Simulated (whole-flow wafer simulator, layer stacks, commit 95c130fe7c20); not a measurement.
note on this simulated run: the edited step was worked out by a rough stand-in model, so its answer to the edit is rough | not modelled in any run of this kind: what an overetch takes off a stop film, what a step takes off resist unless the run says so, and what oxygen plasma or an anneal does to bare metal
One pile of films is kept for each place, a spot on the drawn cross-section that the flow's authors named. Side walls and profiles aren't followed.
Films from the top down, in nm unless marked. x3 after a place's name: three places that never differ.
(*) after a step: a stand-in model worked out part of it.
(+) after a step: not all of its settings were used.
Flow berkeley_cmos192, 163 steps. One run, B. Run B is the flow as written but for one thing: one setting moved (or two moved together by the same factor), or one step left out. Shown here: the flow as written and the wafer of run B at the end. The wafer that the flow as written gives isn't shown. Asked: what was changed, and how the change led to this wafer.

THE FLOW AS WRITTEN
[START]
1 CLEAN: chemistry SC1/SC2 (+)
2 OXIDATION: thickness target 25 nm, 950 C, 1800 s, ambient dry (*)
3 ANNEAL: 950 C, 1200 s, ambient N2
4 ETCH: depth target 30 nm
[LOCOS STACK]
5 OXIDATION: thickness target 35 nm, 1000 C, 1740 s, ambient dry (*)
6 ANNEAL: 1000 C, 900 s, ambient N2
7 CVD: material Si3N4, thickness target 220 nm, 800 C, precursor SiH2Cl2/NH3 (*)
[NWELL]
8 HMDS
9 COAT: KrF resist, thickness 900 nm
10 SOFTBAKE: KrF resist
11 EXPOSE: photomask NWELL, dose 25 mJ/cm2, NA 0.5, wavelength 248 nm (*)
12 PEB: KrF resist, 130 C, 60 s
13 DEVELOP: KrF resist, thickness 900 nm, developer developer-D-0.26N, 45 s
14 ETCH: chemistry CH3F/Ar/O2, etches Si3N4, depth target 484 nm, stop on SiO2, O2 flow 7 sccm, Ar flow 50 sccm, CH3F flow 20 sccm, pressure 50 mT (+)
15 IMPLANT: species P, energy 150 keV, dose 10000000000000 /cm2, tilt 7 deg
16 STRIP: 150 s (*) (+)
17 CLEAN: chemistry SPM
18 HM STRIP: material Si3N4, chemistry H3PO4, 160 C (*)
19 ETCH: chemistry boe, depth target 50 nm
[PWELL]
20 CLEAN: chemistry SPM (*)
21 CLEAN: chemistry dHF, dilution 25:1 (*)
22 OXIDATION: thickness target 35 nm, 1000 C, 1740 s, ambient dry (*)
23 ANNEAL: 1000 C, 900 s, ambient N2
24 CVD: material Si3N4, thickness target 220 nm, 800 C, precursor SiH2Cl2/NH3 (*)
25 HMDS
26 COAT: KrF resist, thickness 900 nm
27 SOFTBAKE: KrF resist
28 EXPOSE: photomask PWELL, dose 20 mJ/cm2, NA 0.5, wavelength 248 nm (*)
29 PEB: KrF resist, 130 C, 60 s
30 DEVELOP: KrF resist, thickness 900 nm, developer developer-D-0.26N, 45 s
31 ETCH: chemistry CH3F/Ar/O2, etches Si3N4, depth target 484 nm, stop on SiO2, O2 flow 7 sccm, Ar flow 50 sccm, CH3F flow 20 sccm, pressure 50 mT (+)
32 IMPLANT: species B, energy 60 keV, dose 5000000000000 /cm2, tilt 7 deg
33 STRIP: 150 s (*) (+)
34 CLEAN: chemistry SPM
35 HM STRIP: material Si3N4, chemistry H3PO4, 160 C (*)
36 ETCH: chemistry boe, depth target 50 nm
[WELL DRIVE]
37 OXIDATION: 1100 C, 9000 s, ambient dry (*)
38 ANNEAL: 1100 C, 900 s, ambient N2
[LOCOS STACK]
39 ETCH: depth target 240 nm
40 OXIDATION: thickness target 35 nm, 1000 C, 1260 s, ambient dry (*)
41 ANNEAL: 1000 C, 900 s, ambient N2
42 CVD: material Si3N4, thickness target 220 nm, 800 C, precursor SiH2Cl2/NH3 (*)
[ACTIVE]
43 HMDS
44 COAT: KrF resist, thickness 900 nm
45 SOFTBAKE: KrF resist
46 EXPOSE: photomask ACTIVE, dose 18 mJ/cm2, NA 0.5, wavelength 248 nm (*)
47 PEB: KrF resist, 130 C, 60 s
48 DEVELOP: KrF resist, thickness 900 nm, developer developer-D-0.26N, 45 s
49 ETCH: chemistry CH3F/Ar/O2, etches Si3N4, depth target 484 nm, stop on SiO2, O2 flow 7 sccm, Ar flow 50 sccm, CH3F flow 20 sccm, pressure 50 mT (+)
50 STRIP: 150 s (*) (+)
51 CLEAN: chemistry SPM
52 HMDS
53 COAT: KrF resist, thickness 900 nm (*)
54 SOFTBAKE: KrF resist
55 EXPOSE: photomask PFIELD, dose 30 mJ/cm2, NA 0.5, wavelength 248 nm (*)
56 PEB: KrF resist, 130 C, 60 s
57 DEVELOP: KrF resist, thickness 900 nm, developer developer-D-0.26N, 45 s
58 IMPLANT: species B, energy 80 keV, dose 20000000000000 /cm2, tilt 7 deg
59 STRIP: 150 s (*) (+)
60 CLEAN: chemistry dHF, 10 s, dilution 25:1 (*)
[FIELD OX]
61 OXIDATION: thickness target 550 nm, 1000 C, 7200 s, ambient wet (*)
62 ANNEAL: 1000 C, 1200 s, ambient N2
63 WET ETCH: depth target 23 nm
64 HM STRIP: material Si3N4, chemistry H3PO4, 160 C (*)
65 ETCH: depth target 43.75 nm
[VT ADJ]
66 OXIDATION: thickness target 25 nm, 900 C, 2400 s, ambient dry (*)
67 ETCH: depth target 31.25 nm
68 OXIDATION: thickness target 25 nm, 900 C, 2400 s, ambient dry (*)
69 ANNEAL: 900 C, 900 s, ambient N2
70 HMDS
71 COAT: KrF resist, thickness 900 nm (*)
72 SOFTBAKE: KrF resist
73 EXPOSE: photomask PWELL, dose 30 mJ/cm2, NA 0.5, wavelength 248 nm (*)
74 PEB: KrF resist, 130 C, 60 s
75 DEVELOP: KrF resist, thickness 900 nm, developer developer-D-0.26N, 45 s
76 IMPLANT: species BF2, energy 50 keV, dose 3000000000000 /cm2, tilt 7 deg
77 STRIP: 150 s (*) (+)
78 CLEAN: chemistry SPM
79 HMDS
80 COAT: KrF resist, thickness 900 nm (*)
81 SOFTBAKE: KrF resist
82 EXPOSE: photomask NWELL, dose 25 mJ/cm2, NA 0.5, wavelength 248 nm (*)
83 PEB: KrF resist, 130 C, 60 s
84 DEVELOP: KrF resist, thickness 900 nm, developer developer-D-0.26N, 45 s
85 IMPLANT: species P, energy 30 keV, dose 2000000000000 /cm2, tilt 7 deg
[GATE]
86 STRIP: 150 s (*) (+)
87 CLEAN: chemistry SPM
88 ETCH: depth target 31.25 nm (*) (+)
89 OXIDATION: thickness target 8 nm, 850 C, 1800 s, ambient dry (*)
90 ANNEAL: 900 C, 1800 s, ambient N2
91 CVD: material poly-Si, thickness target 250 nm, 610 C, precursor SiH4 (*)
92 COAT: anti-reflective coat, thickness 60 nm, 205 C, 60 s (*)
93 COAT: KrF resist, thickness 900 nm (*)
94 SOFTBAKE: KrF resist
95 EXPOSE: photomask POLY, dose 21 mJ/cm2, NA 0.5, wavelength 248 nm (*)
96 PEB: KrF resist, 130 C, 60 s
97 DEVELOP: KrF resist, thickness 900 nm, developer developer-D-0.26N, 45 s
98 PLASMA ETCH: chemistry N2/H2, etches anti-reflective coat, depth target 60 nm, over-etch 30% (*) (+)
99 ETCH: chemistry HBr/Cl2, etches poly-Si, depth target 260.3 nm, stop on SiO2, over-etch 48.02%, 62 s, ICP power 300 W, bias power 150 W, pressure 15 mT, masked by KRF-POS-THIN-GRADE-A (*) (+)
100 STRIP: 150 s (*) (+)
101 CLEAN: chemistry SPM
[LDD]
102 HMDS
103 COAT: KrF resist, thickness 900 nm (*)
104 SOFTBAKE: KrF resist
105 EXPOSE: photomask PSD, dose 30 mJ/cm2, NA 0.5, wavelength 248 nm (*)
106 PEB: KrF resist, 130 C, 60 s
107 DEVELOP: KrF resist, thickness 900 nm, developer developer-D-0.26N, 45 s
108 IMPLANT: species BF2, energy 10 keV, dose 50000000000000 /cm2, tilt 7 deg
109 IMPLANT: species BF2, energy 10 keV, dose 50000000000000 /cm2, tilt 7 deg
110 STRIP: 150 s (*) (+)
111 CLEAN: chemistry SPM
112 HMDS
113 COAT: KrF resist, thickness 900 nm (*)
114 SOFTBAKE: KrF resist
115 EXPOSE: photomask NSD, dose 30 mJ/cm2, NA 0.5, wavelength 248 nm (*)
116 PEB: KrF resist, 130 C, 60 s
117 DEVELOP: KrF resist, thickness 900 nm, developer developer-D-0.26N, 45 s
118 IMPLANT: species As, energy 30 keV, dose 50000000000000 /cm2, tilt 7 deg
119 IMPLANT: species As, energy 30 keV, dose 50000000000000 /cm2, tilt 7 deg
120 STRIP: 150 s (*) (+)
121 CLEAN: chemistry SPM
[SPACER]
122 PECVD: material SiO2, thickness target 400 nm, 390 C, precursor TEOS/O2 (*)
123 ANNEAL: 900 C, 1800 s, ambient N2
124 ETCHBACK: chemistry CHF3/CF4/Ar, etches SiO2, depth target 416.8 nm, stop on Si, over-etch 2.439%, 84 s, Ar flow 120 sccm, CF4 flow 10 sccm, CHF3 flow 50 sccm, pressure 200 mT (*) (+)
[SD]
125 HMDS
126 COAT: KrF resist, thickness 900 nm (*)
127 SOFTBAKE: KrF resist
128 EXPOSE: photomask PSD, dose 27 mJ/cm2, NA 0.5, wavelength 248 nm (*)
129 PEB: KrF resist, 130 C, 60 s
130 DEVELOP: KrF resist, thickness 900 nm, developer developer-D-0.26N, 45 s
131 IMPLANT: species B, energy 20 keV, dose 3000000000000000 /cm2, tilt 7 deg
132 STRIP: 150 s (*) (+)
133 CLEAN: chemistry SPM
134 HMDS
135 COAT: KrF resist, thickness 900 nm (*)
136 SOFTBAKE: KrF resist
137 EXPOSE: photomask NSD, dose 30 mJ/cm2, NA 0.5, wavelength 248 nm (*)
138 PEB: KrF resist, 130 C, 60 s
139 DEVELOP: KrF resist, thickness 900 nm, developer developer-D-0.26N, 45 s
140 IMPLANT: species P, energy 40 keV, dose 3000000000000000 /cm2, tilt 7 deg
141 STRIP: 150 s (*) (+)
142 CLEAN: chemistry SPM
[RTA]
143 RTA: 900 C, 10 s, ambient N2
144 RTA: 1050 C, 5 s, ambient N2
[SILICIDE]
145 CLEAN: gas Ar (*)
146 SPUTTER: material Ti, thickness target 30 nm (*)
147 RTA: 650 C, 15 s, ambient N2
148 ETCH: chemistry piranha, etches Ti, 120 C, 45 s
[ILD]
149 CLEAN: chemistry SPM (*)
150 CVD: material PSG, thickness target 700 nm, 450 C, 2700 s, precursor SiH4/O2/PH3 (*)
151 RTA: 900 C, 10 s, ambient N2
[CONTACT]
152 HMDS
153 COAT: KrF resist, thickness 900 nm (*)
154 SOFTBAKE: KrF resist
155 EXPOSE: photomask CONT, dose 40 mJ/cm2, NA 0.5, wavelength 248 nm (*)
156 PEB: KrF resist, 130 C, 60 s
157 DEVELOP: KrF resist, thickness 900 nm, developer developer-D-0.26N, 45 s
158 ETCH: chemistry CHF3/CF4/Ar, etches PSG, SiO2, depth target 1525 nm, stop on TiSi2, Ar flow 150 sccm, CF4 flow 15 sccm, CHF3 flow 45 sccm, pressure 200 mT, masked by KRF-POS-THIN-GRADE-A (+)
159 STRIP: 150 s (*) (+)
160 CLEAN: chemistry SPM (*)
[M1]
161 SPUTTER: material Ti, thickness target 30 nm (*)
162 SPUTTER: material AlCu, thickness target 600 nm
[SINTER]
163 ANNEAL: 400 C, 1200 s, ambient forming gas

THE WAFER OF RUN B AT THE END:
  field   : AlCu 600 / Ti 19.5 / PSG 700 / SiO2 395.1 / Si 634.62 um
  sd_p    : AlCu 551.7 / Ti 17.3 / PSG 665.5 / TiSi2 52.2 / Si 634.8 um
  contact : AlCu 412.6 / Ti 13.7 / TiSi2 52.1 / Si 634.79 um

The cause: step 161, SPUTTER: thickness target 19.47 nm was run, where the flow has thickness target 30 nm.
It can be read off the wafer: field has Ti 19.5, and step 161 as written asks for 30 nm.

How the change led to this, step by step:
  161 SPUTTER: material Ti, thickness target 30 nm (*)
      field, sd_n, spacer_n, gate, spacer_p, gate_p, m1: Ti +19.5 (new film) (as written it would be: Ti +30 (new film))
      sd_p: Ti +17.3 (new film) (as written it would be: Ti +26.6 (new film))
      (and at 1 more place)
